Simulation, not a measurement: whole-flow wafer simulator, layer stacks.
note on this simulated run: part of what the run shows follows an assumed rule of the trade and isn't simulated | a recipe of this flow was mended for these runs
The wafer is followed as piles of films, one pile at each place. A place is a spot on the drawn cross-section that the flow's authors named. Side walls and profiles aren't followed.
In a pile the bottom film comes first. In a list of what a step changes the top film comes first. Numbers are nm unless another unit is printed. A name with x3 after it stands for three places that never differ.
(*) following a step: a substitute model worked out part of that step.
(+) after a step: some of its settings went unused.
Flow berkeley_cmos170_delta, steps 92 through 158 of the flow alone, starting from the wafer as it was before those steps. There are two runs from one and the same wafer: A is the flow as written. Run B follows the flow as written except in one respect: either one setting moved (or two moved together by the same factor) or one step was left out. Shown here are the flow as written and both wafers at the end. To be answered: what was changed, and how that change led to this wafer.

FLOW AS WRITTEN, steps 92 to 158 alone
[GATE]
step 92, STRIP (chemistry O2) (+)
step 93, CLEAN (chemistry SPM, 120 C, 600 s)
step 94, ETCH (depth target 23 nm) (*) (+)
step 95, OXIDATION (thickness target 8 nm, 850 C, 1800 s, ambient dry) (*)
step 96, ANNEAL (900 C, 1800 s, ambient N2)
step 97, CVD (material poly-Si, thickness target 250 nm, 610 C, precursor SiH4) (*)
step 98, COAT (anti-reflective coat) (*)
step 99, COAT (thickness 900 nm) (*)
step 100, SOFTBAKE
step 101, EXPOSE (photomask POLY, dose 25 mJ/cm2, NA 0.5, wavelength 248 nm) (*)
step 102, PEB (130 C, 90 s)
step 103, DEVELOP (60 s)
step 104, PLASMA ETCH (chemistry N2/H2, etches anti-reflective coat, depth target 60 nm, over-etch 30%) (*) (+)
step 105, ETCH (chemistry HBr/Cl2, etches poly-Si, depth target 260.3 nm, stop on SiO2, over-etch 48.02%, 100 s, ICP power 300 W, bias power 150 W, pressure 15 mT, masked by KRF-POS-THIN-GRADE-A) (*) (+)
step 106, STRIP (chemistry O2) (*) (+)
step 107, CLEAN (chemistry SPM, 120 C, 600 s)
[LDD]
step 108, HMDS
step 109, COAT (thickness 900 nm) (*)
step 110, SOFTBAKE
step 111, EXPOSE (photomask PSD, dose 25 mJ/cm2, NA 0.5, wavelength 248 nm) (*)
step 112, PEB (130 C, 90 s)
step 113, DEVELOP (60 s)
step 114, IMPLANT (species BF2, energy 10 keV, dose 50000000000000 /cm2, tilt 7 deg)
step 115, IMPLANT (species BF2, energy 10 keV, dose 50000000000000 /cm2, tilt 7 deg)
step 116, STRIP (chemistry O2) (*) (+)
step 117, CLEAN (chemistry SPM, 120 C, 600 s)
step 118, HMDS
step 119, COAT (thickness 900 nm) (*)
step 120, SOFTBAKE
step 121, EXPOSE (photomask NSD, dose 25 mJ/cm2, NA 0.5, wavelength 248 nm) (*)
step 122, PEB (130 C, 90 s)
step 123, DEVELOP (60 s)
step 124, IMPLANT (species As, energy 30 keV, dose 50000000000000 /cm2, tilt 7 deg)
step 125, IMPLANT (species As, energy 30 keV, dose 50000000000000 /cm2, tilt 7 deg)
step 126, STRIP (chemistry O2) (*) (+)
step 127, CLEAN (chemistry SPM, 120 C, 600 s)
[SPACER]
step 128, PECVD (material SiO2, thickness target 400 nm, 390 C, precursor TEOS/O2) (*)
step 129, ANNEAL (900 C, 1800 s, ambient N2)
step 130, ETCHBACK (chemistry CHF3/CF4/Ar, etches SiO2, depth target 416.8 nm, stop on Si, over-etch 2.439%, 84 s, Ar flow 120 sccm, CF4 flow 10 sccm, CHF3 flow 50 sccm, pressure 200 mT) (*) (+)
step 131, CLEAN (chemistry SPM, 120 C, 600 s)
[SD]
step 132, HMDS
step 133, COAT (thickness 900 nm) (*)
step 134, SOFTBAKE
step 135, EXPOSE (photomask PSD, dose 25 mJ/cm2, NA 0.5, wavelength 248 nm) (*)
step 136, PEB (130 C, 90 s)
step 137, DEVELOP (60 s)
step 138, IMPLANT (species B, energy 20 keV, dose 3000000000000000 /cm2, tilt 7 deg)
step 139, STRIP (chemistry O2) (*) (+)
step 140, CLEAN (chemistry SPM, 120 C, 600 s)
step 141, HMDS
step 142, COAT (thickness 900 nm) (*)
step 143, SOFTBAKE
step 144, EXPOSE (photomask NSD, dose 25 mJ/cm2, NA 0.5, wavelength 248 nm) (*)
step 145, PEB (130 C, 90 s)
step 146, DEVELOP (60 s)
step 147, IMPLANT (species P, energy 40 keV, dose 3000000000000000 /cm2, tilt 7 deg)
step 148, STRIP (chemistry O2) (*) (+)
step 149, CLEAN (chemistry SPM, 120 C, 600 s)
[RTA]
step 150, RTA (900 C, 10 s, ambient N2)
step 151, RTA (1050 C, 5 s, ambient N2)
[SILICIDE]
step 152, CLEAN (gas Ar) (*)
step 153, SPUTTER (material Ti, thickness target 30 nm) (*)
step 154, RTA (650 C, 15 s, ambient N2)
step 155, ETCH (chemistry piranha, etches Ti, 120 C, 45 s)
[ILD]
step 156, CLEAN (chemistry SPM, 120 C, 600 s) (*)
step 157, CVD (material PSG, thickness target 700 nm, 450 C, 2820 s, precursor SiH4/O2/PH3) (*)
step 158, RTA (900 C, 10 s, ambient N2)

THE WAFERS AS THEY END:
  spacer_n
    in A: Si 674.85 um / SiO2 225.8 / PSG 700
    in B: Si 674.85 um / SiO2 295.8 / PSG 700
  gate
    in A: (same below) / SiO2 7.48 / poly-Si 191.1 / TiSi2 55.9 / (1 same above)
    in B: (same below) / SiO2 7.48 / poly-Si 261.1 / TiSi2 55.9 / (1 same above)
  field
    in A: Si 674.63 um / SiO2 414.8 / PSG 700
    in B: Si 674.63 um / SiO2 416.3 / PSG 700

What caused this: step 97, CVD: thickness target 320 nm was run, though the flow has thickness target 250 nm.

The path from the change to this, step by step:
  step 97, CVD (material poly-Si, thickness target 250 nm, 610 C, precursor SiH4) (*)
      field, sd_n, spacer_n and 6 more: A +250 poly-Si (new film) | B +320 poly-Si (new film)
  step 98, COAT (anti-reflective coat) (*)
      field: A +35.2 anti-reflective coat (new film) | B +36.3 anti-reflective coat (new film)
      sd_n: A +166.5 anti-reflective coat (new film) | B +170.9 anti-reflective coat (new film)
      (and at 1 other place as well)
  step 104, PLASMA ETCH (chemistry N2/H2, etches anti-reflective coat, depth target 60 nm, over-etch 30%) (*) (+)
      field: A -35.2 anti-reflective coat (all of it), -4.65 poly-Si | B -36.3 anti-reflective coat (all of it), -4.77 poly-Si
      sd_n: A -166.5 anti-reflective coat (all of it), -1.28 poly-Si | B -170.9 anti-reflective coat (all of it), -1.31 poly-Si
      (and at 1 other place as well)
  step 105, ETCH (chemistry HBr/Cl2, etches poly-Si, depth target 260.3 nm, stop on SiO2, over-etch 48.02%, 100 s, ICP power 300 W, bias power 150 W, pressure 15 mT, masked by KRF-POS-THIN-GRADE-A) (*) (+)
      field: A -245.4 poly-Si (all of it), -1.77 SiO2 | B -315.2 poly-Si (all of it), -0.35 SiO2
      sd_n: A -248.7 poly-Si (all of it), -1.52 SiO2 | B -318.7 poly-Si (all of it), -0.33 SiO2
      (and at 5 other places as well)
  step 109, COAT (thickness 900 nm) (*)
      gate: A +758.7 KrF-resist (new film) | B +701.3 KrF-resist (new film)
      gate_p: A +754.5 KrF-resist (new film) | B +697.2 KrF-resist (new film)
  step 113, DEVELOP (60 s)
      gate_p: A -752.9 KrF-resist (all of it) | B -695.7 KrF-resist (all of it)
  step 116, STRIP (chemistry O2) (*) (+)
      gate: A -742.2 KrF-resist (all of it), +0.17 chemical SiO2 | B -684.9 KrF-resist (all of it), +0.17 chemical SiO2
  step 119, COAT (thickness 900 nm) (*)
      gate: A +758 KrF-resist (new film) | B +700.3 KrF-resist (new film)
      gate_p: A +753.6 KrF-resist (new film) | B +696 KrF-resist (new film)
  step 123, DEVELOP (60 s)
      gate: A -756.3 KrF-resist (all of it) | B -698.8 KrF-resist (all of it)
  step 126, STRIP (chemistry O2) (*) (+)
      gate_p: A -737.1 KrF-resist (all of it), +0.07 chemical SiO2 | B -679.6 KrF-resist (all of it), +0.07 chemical SiO2
  step 130, ETCHBACK (chemistry CHF3/CF4/Ar, etches SiO2, depth target 416.8 nm, stop on Si, over-etch 2.439%, 84 s, Ar flow 120 sccm, CF4 flow 10 sccm, CHF3 flow 50 sccm, pressure 200 mT) (*) (+)
      spacer_n, spacer_p: A -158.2 SiO2 | B -89.7 SiO2
  step 133, COAT (thickness 900 nm) (*)
      spacer_n: A +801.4 KrF-resist (new film) | B +750.7 KrF-resist (new film)
      gate: A +780.9 KrF-resist (new film) | B +731.6 KrF-resist (new film)
      (and at 2 other places as well)
  step 137, DEVELOP (60 s)
      spacer_p: A -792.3 KrF-resist (all of it) | B -741.9 KrF-resist (all of it)
      gate_p: A -771.7 KrF-resist (all of it) | B -722.7 KrF-resist (all of it)
  step 139, STRIP (chemistry O2) (*) (+)
      spacer_n: A -784.8 KrF-resist (all of it) | B -734.2 KrF-resist (all of it)
      gate: A -764.3 KrF-resist (all of it), +0.17 chemical SiO2, -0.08 poly-Si | B -715.1 KrF-resist (all of it), +0.17 chemical SiO2, -0.08 poly-Si
  step 142, COAT (thickness 900 nm) (*)
      spacer_n: A +801.5 KrF-resist (new film) | B +750.8 KrF-resist (new film)
      gate: A +780.9 KrF-resist (new film) | B +731.5 KrF-resist (new film)
      (and at 2 other places as well)
  step 146, DEVELOP (60 s)
      spacer_n: A -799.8 KrF-resist (all of it) | B -749.2 KrF-resist (all of it)
      gate: A -779.2 KrF-resist (all of it) | B -730 KrF-resist (all of it)
  step 148, STRIP (chemistry O2) (*) (+)
      spacer_p: A -777.5 KrF-resist (all of it) | B -727.1 KrF-resist (all of it)
      gate_p: A -756.6 KrF-resist (all of it), +0.07 chemical SiO2 | B -707.6 KrF-resist (all of it), +0.07 chemical SiO2
